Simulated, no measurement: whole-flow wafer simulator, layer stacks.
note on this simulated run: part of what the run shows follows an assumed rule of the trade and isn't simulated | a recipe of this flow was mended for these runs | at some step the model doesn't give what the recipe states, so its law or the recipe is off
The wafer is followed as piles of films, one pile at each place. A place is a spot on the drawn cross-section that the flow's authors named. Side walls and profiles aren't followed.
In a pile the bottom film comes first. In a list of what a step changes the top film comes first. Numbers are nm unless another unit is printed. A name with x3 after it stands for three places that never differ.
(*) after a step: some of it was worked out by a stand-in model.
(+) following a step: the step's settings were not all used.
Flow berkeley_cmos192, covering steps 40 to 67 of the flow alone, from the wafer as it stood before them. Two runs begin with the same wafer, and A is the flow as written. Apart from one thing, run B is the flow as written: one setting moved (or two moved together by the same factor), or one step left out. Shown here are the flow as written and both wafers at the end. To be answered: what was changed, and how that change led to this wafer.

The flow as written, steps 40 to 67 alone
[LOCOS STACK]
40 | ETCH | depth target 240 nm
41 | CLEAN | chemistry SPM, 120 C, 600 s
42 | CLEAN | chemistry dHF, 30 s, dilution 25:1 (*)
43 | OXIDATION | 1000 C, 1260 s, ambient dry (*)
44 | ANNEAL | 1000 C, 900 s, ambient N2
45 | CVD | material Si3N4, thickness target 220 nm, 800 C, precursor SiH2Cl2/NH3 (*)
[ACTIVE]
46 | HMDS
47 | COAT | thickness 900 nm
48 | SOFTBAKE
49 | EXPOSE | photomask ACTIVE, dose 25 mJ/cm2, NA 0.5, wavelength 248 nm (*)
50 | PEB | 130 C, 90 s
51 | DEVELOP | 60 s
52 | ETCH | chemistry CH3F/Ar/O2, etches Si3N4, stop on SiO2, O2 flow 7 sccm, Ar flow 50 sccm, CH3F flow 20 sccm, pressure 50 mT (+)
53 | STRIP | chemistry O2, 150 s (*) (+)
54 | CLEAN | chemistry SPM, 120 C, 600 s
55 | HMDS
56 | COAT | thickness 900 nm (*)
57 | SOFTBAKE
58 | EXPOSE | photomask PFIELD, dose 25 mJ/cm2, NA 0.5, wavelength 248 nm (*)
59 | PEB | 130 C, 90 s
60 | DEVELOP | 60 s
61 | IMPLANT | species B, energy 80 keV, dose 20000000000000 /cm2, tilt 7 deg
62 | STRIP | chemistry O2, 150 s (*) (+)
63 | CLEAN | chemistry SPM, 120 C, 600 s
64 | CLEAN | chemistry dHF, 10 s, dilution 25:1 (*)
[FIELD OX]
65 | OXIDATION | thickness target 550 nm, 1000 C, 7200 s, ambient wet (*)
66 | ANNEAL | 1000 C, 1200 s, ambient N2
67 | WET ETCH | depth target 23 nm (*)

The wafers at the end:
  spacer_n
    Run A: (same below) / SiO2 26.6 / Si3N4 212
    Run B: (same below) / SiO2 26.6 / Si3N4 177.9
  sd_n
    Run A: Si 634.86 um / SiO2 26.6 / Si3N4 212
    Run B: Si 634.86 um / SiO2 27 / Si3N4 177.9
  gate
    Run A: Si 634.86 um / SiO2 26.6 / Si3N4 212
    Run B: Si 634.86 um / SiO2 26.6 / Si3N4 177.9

What caused this: step 45, CVD: 788 C was run, while the flow as written has 800 C.

Step by step, how the change led to this:
  45 | CVD | material Si3N4, thickness target 220 nm, 800 C, precursor SiH2Cl2/NH3 (*)
      field, sd_n, spacer_n and 6 more: A +220 Si3N4 (new film) | B +185.8 Si3N4 (new film)
  52 | ETCH | chemistry CH3F/Ar/O2, etches Si3N4, stop on SiO2, O2 flow 7 sccm, Ar flow 50 sccm, CH3F flow 20 sccm, pressure 50 mT (+)
      sd_n, spacer_n, gate, sd_p, spacer_p, gate_p, contact, m1: A -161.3 KrF-resist | B -138.5 KrF-resist
      field: A -220 Si3N4 (all of it), -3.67 SiO2 | B -185.8 Si3N4 (all of it), -3.67 SiO2
  53 | STRIP | chemistry O2, 150 s (*) (+)
      sd_n, spacer_n, gate, sd_p, spacer_p, gate_p, contact, m1: A -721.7 KrF-resist (all of it) | B -744.5 KrF-resist (all of it)
  56 | COAT | thickness 900 nm (*)
      sd_n: A +785.2 KrF-resist (new film) | B +802.6 KrF-resist (new film)
      m1: A +787.2 KrF-resist (new film) | B +803.9 KrF-resist (new film)
  62 | STRIP | chemistry O2, 150 s (*) (+)
      sd_n: A -768.5 KrF-resist (all of it) | B -785.9 KrF-resist (all of it)
      m1: A -770.6 KrF-resist (all of it) | B -787.2 KrF-resist (all of it)
  65 | OXIDATION | thickness target 550 nm, 1000 C, 7200 s, ambient wet (*)
      gate: A +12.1 SiO2 (new film), -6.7 Si3N4, +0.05 SiO2, -0.05 Si | B +12.1 SiO2 (new film), -6.7 Si3N4
